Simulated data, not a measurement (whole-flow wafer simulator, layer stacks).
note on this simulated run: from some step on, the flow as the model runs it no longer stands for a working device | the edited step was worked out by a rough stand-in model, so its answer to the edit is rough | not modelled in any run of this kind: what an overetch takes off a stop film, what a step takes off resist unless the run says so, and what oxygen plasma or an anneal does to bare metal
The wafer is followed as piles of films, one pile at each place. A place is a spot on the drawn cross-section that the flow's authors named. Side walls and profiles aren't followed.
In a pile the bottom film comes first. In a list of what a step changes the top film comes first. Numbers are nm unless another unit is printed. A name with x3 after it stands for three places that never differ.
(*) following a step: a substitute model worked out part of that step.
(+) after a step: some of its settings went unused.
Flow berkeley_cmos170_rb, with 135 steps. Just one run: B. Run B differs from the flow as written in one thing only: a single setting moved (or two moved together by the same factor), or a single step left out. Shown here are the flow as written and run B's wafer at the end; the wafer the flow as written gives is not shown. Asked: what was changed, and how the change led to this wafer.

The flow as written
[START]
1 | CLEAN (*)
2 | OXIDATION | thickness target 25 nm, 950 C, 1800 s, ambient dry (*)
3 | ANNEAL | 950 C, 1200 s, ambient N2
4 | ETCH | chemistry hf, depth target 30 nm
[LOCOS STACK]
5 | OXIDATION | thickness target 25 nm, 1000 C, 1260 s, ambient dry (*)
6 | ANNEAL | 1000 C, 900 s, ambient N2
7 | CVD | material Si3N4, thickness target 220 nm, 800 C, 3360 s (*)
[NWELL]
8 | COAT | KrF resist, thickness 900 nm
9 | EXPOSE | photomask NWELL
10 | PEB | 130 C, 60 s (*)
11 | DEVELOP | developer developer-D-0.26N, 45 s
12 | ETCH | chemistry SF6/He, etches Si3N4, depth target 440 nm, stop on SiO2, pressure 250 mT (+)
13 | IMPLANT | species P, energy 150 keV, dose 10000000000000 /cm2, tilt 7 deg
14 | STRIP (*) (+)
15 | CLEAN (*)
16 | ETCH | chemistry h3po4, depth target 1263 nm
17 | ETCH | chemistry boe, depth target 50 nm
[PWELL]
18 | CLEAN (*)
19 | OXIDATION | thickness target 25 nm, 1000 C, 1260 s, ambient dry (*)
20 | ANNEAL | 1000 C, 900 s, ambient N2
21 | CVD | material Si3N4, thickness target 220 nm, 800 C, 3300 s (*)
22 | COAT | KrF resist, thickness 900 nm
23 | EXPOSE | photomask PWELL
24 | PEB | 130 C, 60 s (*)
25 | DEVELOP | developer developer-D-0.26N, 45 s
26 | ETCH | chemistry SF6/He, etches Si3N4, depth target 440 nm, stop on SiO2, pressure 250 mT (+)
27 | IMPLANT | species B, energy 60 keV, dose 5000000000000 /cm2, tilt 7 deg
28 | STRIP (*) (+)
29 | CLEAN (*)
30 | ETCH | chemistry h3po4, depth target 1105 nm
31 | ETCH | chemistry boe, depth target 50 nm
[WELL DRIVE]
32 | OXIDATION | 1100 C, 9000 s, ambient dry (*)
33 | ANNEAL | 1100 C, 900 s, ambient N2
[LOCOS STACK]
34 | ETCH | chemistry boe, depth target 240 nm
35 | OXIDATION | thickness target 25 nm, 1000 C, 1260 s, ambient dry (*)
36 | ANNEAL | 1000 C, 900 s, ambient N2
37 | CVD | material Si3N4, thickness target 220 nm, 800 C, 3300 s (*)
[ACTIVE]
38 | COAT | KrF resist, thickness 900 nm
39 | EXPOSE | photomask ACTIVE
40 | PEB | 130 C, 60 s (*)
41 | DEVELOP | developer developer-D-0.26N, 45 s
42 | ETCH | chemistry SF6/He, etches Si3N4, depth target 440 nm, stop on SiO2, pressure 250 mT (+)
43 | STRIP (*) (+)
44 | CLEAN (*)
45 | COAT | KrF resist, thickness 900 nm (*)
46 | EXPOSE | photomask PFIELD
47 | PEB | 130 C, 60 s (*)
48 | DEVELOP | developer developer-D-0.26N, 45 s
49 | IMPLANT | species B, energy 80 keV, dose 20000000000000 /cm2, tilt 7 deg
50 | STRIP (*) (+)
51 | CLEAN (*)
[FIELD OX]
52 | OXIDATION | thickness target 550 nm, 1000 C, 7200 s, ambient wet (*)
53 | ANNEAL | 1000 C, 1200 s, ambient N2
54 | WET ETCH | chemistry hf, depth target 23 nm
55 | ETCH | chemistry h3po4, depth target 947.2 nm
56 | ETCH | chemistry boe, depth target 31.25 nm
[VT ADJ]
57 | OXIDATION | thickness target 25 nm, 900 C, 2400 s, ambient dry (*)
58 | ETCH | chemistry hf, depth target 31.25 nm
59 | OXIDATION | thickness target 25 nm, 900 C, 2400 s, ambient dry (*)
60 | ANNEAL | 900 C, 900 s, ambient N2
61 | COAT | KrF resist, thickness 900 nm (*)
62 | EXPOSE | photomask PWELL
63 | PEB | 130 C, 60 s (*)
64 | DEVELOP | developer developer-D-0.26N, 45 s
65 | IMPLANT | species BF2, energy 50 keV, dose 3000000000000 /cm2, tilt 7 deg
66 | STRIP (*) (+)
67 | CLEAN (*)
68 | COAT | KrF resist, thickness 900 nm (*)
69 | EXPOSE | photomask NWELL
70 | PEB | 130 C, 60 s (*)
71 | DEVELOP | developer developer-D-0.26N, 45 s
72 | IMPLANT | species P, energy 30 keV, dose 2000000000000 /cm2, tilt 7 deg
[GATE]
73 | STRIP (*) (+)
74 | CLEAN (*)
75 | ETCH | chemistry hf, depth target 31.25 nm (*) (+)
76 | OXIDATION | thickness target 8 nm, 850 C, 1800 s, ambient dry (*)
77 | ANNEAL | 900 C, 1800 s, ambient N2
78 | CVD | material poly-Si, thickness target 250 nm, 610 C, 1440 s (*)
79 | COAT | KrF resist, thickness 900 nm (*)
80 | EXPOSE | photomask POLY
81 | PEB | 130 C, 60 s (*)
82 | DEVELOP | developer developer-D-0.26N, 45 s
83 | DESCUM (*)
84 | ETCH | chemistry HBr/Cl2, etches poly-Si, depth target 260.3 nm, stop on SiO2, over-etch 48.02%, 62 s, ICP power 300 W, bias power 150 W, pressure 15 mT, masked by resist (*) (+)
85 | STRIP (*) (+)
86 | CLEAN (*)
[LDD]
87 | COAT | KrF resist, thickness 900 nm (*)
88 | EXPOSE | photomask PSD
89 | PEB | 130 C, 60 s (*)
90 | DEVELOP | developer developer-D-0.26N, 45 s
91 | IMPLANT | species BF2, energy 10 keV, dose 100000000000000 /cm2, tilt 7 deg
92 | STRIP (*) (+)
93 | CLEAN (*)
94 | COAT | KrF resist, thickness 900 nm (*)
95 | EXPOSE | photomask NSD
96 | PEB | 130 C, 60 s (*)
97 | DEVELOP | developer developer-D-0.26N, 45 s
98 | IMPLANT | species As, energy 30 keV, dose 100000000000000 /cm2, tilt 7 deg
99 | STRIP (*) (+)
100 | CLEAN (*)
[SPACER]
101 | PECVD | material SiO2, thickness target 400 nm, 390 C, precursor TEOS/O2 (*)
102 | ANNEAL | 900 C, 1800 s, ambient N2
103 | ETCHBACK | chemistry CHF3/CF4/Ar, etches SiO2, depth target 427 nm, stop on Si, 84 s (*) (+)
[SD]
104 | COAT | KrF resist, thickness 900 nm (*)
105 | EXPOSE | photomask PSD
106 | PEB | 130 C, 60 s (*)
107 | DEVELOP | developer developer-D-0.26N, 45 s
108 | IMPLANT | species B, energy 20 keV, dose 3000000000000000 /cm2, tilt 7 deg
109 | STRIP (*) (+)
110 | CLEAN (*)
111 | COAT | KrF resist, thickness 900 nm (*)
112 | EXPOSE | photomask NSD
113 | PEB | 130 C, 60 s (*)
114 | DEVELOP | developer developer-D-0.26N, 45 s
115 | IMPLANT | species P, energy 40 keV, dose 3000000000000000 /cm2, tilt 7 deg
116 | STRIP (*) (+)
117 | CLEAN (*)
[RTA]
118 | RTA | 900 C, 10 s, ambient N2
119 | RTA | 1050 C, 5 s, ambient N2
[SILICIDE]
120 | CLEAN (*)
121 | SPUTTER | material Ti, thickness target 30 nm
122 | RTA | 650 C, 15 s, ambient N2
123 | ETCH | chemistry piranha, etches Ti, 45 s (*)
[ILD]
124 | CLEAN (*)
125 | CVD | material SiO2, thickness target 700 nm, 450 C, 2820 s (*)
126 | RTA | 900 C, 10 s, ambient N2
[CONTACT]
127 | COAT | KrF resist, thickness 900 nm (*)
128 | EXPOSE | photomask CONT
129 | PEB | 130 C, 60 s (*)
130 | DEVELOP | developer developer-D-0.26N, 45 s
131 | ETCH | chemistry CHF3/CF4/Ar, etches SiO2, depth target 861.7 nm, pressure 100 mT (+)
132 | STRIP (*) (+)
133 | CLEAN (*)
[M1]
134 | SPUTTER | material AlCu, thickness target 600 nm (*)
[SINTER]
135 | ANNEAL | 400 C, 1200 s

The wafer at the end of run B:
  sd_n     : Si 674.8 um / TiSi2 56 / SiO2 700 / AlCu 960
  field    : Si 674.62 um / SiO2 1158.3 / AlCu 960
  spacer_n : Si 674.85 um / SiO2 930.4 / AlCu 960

The reason: step 134, SPUTTER: thickness target 960 nm was run, though the flow has thickness target 600 nm.
The wafer lets one read it off: sd_n has AlCu 960, and step 134 as written asks for 600 nm.

How this came from the change, step by step:
  134 | SPUTTER | material AlCu, thickness target 600 nm (*)
      field, sd_n, spacer_n, gate, spacer_p, gate_p, m1: AlCu gains 960 (new film) (in the flow as written it would be: AlCu gains 600 (new film))
      sd_p: AlCu gains 893.8 (new film) (in the flow as written it would be: AlCu gains 545.9 (new film))
      (also at 1 further place)
